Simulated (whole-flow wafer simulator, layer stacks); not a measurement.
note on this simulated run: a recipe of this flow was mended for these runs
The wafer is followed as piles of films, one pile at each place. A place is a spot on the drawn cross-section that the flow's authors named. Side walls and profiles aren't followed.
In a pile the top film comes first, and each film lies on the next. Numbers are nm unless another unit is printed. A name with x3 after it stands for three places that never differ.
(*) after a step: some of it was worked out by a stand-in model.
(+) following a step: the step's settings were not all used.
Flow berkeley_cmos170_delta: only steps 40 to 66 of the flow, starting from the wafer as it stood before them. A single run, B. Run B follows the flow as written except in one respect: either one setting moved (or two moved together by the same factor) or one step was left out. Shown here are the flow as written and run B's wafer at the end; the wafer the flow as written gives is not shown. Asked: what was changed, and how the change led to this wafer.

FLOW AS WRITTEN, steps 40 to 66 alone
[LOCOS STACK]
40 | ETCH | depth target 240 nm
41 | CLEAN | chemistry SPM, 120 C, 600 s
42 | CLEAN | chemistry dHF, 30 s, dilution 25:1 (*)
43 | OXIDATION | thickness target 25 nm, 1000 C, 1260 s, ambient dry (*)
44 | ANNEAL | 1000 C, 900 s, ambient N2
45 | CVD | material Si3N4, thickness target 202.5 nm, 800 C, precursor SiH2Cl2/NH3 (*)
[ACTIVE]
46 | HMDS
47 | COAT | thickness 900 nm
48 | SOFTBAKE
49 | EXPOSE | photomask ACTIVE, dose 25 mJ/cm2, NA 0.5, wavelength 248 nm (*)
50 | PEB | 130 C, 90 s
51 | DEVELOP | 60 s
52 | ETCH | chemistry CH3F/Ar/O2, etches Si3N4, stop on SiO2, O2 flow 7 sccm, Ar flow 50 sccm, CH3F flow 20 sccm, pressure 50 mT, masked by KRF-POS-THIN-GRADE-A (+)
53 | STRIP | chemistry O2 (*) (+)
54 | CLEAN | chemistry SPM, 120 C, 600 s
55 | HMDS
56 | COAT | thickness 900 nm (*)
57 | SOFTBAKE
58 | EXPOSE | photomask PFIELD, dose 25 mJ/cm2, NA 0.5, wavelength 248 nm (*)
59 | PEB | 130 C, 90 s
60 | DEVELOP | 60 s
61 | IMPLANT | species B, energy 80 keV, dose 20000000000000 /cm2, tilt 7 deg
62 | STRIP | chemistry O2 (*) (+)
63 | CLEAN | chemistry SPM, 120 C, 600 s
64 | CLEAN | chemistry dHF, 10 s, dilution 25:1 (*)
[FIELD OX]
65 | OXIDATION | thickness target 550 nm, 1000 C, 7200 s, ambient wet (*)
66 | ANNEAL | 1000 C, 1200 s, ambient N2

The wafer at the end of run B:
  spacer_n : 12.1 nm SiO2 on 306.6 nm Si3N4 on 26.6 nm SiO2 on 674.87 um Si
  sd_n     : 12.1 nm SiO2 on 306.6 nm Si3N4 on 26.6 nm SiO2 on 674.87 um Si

Cause: step 45, CVD: thickness target 313.9 nm was run, while the flow as written has thickness target 202.5 nm.

How this came from the change, step by step:
  45 | CVD | material Si3N4, thickness target 202.5 nm, 800 C, precursor SiH2Cl2/NH3 (*)
      field, sd_n, spacer_n and 6 more: +313.9 Si3N4 (new film) (in the flow as written it would be: +202.5 Si3N4 (new film))
  52 | ETCH | chemistry CH3F/Ar/O2, etches Si3N4, stop on SiO2, O2 flow 7 sccm, Ar flow 50 sccm, CH3F flow 20 sccm, pressure 50 mT, masked by KRF-POS-THIN-GRADE-A (+)
      sd_n, spacer_n, gate, sd_p, spacer_p, gate_p, contact, m1: -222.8 KrF-resist (in the flow as written it would be: -148.5 KrF-resist)
      field: -313.9 Si3N4 (all of it), -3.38 SiO2 (in the flow as written it would be: -202.5 Si3N4 (all of it), -3.38 SiO2)
  53 | STRIP | chemistry O2 (*) (+)
      sd_n, spacer_n, gate, sd_p, spacer_p, gate_p, contact, m1: -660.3 KrF-resist (all of it) (in the flow as written it would be: -734.6 KrF-resist (all of it))
  56 | COAT | thickness 900 nm (*)
      field: +987.9 KrF-resist (new film) (in the flow as written it would be: +956.4 KrF-resist (new film))
      sd_n: +738.1 KrF-resist (new film) (in the flow as written it would be: +794.3 KrF-resist (new film))
      (and at 7 other places as well)
  60 | DEVELOP | 60 s
      field: -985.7 KrF-resist (all of it) (in the flow as written it would be: -954.2 KrF-resist (all of it))
  62 | STRIP | chemistry O2 (*) (+)
      sd_n: -721.6 KrF-resist (all of it) (in the flow as written it would be: -777.7 KrF-resist (all of it))
      spacer_n: -769.8 KrF-resist (all of it) (in the flow as written it would be: -807.8 KrF-resist (all of it))
      (and at 6 other places as well)
  65 | OXIDATION | thickness target 550 nm, 1000 C, 7200 s, ambient wet (*)
      sd_n, sd_p: +12.1 SiO2 (new film), -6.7 Si3N4 (in the flow as written it would be: +12.1 SiO2 (new film), -6.7 Si3N4, +0.15 SiO2, -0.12 Si)
